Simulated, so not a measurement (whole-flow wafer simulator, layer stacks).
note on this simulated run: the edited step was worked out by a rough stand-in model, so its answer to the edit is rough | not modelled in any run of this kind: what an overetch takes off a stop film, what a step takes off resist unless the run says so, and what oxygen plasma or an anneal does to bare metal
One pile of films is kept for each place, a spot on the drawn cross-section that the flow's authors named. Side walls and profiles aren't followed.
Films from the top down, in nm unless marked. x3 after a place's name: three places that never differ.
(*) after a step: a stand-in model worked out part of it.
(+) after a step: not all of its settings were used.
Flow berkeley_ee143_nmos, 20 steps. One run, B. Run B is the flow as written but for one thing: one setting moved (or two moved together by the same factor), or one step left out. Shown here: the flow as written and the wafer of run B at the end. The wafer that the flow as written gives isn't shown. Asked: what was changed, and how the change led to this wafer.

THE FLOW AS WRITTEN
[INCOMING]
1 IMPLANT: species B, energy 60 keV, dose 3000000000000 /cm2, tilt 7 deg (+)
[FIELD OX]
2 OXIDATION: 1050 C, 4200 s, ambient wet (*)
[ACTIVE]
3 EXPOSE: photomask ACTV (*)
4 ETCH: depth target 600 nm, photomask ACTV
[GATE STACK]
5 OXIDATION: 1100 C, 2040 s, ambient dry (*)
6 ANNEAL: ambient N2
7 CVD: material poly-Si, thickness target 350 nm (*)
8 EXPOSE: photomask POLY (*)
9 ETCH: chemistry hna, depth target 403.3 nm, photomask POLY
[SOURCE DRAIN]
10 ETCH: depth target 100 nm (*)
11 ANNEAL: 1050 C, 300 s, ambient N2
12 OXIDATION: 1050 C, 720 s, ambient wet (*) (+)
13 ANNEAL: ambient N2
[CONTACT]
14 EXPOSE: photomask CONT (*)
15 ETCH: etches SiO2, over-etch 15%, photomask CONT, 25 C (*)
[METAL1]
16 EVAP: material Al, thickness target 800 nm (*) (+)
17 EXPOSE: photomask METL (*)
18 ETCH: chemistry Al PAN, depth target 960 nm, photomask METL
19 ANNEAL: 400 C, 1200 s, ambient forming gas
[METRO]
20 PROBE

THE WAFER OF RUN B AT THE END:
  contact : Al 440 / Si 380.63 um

The cause: step 16, EVAP: thickness target 440 nm was run, where the flow has thickness target 800 nm.
It can be read off the wafer: contact has Al 440, and step 16 as written asks for 800 nm.

How the change led to this, step by step:
  16 EVAP: material Al, thickness target 800 nm (*) (+)
      gate, sd, contact, field: Al +440 (new film) (as written it would be: Al +800 (new film))
  18 ETCH: chemistry Al PAN, depth target 960 nm, photomask METL
      gate, sd, field: Al -440 (all of it) (as written it would be: Al -800 (all of it))
